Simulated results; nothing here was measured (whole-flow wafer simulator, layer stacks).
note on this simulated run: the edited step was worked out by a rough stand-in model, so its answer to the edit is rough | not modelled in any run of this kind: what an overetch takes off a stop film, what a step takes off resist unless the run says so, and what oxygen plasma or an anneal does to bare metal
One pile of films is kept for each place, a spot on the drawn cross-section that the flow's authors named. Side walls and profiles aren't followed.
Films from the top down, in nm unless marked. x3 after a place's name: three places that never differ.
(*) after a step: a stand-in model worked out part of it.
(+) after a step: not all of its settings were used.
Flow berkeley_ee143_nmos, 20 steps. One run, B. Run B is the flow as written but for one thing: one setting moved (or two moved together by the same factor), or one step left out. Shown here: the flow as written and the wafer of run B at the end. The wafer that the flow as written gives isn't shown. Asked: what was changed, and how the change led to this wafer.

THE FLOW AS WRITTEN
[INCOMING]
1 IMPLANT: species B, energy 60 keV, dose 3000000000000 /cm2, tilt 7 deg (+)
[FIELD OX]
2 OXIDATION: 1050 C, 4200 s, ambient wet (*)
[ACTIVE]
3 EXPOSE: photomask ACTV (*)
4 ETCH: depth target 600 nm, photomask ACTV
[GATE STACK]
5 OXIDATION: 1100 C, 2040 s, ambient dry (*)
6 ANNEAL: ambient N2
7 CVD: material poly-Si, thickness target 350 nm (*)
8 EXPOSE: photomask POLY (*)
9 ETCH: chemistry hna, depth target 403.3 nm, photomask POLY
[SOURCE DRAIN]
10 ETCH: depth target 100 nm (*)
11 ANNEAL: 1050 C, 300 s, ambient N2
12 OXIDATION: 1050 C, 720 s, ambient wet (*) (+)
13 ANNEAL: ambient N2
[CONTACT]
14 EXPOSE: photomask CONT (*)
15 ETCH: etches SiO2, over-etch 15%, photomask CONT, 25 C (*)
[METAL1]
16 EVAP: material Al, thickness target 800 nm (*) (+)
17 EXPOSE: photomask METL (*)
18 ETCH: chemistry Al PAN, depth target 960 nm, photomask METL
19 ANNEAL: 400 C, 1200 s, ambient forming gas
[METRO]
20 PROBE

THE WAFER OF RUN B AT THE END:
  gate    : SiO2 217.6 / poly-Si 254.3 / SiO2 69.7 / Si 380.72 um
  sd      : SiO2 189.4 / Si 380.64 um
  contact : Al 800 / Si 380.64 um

The cause: step 5, OXIDATION: 1632 s was run, where the flow has 2040 s.

How the change led to this, step by step:
  5 OXIDATION: 1100 C, 2040 s, ambient dry (*)
      gate, sd, contact: SiO2 +69.7 (new film), Si -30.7 (as written it would be: SiO2 +79.7 (new film), Si -35.1)
      field: SiO2 +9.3, Si -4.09 (as written it would be: SiO2 +11.6, Si -5.1)
  10 ETCH: depth target 100 nm (*)
      sd, contact: SiO2 -69.7 (all of it) (as written it would be: SiO2 -79.7 (all of it))
